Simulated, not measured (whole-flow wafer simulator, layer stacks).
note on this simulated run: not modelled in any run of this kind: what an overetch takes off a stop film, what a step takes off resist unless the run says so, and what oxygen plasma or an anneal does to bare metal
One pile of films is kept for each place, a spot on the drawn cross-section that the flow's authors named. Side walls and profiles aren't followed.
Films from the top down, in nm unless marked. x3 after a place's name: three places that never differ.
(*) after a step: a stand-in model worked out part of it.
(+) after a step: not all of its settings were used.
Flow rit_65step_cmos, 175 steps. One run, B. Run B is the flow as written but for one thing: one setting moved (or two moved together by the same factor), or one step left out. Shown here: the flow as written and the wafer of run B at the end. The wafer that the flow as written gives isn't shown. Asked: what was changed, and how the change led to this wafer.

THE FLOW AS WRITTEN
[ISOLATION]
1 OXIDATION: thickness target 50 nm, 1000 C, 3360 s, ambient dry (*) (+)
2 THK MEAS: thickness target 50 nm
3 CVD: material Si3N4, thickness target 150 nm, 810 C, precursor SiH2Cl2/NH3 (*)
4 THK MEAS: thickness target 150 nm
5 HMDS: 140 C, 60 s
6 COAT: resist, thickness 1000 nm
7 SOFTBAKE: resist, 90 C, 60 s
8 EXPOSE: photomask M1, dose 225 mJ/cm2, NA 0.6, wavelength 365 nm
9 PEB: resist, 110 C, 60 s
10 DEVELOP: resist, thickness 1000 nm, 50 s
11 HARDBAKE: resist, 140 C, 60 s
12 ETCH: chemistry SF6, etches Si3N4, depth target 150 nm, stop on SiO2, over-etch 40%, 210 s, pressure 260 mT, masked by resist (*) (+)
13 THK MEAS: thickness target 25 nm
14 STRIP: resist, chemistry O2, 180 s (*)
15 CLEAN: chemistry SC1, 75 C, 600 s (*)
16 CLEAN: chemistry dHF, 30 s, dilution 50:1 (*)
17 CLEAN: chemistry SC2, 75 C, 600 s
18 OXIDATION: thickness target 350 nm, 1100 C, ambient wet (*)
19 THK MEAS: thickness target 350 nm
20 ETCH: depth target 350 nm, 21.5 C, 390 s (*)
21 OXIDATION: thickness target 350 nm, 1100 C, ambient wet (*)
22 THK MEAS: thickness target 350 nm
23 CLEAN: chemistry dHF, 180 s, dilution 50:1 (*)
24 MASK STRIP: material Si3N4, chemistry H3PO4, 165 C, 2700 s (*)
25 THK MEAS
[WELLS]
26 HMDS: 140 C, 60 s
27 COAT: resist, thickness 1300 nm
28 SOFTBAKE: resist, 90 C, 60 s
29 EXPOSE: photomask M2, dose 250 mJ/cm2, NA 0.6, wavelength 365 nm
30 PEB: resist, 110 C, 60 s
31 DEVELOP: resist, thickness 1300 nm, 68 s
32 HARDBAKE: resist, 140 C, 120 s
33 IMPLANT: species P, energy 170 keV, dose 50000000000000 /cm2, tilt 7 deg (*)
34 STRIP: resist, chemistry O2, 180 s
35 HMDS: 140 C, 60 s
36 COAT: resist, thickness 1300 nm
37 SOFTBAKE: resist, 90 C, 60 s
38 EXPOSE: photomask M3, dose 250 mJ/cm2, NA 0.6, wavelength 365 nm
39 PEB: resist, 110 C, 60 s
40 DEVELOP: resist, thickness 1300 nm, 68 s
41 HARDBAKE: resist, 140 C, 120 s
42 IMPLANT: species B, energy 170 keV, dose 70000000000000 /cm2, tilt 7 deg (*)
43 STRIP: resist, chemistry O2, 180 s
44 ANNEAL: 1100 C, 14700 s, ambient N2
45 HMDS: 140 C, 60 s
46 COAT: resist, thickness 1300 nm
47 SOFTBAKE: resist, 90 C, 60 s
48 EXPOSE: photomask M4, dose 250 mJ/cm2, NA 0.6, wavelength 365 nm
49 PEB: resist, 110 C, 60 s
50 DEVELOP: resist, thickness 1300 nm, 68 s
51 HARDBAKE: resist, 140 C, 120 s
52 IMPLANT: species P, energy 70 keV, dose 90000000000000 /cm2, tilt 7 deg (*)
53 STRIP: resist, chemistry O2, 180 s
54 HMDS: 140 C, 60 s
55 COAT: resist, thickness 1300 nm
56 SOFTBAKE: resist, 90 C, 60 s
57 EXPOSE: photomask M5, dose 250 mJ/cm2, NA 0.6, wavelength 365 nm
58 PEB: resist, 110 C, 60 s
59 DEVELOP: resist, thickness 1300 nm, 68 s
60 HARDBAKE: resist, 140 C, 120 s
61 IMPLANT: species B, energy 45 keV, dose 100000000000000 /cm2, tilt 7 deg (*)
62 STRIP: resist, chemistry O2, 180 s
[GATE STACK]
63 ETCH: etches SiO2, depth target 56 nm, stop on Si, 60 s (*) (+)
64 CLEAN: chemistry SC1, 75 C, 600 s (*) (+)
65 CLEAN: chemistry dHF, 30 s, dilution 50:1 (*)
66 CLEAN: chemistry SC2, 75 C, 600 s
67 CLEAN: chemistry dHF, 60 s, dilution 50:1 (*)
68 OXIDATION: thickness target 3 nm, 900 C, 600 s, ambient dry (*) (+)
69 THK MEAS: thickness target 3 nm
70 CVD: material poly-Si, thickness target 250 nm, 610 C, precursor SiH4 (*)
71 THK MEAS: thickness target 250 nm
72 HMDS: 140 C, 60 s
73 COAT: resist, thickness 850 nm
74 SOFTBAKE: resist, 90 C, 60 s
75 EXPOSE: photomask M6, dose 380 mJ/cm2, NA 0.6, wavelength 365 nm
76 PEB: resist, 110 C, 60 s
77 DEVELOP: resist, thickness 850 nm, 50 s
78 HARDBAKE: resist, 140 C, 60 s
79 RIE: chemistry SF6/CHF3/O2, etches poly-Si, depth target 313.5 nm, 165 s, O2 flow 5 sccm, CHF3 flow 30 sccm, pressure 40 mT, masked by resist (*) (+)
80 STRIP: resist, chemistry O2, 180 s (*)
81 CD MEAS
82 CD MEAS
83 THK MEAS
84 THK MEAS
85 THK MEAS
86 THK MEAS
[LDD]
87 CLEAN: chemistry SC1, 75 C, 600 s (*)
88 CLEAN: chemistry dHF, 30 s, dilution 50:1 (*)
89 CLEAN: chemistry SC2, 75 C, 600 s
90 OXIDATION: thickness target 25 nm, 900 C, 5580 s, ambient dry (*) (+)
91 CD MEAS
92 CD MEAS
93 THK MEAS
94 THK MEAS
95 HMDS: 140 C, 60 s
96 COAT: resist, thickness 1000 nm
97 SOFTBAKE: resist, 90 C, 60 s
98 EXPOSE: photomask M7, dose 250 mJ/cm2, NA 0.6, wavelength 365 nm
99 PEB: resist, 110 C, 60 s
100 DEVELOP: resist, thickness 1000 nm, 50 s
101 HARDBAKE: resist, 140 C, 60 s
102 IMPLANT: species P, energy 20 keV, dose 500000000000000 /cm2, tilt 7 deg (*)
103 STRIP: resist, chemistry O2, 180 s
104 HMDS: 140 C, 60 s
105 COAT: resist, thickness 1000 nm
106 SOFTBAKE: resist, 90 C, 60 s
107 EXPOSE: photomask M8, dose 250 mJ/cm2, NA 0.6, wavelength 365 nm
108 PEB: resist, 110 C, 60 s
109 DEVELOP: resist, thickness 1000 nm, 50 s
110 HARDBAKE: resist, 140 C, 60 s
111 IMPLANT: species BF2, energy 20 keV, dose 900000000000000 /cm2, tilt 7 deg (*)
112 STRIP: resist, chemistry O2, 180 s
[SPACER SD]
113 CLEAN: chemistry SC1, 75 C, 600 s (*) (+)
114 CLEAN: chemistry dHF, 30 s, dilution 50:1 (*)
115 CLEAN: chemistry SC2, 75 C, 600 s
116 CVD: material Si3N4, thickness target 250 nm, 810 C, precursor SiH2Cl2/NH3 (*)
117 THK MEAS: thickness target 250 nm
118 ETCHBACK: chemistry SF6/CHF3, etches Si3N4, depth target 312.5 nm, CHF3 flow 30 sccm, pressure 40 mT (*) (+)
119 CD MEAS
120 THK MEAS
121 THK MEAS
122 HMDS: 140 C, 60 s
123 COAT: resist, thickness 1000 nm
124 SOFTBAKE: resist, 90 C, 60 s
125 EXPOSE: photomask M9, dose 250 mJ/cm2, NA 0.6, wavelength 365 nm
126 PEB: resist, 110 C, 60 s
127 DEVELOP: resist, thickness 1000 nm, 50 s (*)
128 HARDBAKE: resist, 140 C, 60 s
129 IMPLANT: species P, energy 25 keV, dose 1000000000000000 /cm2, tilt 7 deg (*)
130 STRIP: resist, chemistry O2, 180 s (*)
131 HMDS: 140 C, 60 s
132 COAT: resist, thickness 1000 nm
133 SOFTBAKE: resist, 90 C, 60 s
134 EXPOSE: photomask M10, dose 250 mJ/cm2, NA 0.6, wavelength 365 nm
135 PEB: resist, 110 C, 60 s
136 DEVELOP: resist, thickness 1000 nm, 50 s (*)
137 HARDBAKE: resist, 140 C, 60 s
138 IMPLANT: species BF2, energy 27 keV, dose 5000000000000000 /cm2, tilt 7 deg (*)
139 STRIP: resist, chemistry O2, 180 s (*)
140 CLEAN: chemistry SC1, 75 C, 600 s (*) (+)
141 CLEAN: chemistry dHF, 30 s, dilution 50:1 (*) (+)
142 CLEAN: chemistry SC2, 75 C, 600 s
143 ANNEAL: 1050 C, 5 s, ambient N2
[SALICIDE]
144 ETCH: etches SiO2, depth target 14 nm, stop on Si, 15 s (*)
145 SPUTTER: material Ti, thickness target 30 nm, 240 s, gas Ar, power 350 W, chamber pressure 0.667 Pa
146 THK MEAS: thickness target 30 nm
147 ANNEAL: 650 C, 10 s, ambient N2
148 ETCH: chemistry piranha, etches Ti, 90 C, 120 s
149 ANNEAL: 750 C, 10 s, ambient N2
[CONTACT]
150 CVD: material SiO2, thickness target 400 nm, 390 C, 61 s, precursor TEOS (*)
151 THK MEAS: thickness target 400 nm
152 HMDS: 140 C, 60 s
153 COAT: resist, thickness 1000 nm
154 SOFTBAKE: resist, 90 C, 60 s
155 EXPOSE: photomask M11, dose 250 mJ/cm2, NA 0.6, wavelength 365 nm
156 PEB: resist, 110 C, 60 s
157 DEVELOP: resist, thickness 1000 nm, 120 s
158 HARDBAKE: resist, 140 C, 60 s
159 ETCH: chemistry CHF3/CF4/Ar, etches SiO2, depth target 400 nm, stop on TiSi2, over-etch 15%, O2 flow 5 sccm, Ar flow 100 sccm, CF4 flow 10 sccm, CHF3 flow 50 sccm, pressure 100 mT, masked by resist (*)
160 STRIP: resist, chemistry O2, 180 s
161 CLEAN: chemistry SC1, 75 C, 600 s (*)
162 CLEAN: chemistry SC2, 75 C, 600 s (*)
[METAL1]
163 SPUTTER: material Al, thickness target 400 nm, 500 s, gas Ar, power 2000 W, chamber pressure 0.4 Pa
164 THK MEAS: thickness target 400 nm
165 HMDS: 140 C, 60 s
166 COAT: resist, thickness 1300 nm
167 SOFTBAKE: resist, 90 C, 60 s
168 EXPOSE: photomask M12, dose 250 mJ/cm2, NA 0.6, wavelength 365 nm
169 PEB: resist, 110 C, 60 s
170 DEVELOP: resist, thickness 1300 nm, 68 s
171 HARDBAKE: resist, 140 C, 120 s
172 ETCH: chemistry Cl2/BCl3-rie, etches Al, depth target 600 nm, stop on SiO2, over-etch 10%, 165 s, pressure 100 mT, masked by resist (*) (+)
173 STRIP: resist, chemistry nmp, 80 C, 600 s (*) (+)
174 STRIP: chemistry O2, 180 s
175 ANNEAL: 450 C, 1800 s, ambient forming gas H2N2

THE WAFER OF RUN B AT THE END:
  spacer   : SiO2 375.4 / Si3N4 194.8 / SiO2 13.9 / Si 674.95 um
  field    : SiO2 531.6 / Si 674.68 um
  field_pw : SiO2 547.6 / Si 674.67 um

The cause: step 163, SPUTTER: thickness target 496 nm was run, where the flow has thickness target 400 nm.

How the change led to this, step by step:
  163 SPUTTER: material Al, thickness target 400 nm, 500 s, gas Ar, power 2000 W, chamber pressure 0.4 Pa
      field, field_pw, field_p, spacer, spacer_p: Al +496 (new film) (as written it would be: Al +400 (new film))
      gate_n, gate_p: Al +484.2 (new film) (as written it would be: Al +396 (new film))
      (and at 1 more place)
  172 ETCH: chemistry Cl2/BCl3-rie, etches Al, depth target 600 nm, stop on SiO2, over-etch 10%, 165 s, pressure 100 mT, masked by resist (*) (+)
      field, field_pw, field_p, spacer, spacer_p: Al -496 (all of it), SiO2 -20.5 (as written it would be: Al -400 (all of it), SiO2 -32.5)
      gate_n, gate_p: Al -484.2 (all of it), SiO2 -22 (as written it would be: Al -396 (all of it), SiO2 -33)
      (and at 1 more place)
